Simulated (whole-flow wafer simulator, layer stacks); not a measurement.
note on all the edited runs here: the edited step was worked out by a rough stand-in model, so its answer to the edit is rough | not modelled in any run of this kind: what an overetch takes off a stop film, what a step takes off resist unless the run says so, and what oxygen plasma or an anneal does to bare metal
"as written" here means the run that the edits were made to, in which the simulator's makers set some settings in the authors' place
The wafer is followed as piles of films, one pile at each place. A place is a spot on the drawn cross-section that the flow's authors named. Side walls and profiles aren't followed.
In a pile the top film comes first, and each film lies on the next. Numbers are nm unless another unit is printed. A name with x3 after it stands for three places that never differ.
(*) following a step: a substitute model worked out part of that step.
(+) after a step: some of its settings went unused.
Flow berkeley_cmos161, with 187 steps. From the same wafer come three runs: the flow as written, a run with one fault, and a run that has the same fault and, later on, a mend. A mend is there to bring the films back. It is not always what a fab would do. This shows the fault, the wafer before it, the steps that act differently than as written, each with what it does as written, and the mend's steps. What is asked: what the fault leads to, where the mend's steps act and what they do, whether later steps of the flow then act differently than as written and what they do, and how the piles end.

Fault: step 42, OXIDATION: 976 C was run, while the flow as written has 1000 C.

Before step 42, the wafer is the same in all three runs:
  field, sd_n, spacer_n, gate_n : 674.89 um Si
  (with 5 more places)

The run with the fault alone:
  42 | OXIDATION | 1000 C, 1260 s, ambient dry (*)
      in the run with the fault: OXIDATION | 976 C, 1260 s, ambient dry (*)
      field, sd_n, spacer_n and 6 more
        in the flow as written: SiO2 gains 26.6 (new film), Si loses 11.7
        in the run with the fault: SiO2 gains 21 (new film), Si loses 9.24
  Steps further on in the flow that do not act as written (not shown: 46 more steps that differ only slightly, by at most 2% or 0.5 nm, whichever is larger):
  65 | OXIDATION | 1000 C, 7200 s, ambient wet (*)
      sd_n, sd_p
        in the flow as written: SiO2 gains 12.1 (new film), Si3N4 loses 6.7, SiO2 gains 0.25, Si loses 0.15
        in the run with the fault: SiO2 gains 12.1 (new film), Si3N4 loses 6.7
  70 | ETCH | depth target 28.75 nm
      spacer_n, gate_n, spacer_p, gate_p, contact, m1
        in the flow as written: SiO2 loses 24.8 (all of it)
        in the run with the fault: SiO2 loses 19.2 (all of it)
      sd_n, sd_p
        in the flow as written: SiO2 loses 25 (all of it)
        in the run with the fault: SiO2 loses 19.2 (all of it)
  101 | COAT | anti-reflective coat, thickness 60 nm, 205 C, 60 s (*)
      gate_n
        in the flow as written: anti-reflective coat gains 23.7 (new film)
        in the run with the fault: anti-reflective coat gains 24.5 (new film)
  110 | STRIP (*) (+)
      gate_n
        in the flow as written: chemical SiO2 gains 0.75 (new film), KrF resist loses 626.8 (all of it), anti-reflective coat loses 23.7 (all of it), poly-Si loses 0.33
        in the run with the fault: chemical SiO2 gains 0.75 (new film), KrF resist loses 625 (all of it), anti-reflective coat loses 24.5 (all of it), poly-Si loses 0.33
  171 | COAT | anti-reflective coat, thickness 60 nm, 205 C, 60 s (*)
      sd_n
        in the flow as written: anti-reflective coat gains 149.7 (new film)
        in the run with the fault: anti-reflective coat gains 146.7 (new film)
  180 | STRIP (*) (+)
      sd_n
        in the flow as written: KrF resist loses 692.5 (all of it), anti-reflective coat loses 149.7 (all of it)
        in the run with the fault: KrF resist loses 692.9 (all of it), anti-reflective coat loses 146.7 (all of it)
  The piles end only slightly different from the flow's at the places that both follow, by no more than 2% or 0.5 nm, whichever is larger.

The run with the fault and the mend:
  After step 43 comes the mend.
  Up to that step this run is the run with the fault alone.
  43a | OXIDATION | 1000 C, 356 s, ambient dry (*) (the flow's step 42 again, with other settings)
      field, sd_n, spacer_n and 6 more
        SiO2 gains 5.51, Si loses 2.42
  Every later step of the flow that is run acts as written, at every place that is followed, to within 2% or 0.5 nm, whichever is larger.
  The piles end the same as the flow's at every place that both follow.
